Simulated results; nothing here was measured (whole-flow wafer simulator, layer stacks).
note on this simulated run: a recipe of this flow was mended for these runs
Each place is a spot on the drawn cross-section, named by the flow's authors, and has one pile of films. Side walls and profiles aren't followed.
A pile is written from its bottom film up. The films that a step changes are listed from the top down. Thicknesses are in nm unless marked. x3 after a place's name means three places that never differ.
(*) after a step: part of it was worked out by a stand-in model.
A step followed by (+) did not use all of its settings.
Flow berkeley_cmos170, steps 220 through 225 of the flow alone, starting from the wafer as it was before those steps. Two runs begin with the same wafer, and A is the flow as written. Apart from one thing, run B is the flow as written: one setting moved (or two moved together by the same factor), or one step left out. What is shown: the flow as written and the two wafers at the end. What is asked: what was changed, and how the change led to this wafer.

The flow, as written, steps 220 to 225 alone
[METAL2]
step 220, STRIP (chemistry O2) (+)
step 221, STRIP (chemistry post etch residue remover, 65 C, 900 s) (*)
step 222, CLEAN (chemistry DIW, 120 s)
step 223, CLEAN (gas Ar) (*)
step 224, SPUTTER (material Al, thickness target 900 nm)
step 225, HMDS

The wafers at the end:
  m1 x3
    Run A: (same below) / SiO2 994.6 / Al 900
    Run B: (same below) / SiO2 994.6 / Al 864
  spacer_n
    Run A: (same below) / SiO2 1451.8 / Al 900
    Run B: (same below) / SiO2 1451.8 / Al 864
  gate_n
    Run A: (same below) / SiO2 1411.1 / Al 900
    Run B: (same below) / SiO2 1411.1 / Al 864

Cause: step 224, SPUTTER: thickness target 864 nm was run, though the flow has thickness target 900 nm.
One can read it off the wafer: m1 x3 has Al 864, and step 224 as written asks for 900 nm.

How this came from the change, step by step:
  step 224, SPUTTER (material Al, thickness target 900 nm)
      field, mark, sd_n and 9 more: A Al gains 900 (new film) | B Al gains 864 (new film)
      via1: A Al gains 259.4 | B Al gains 253.6
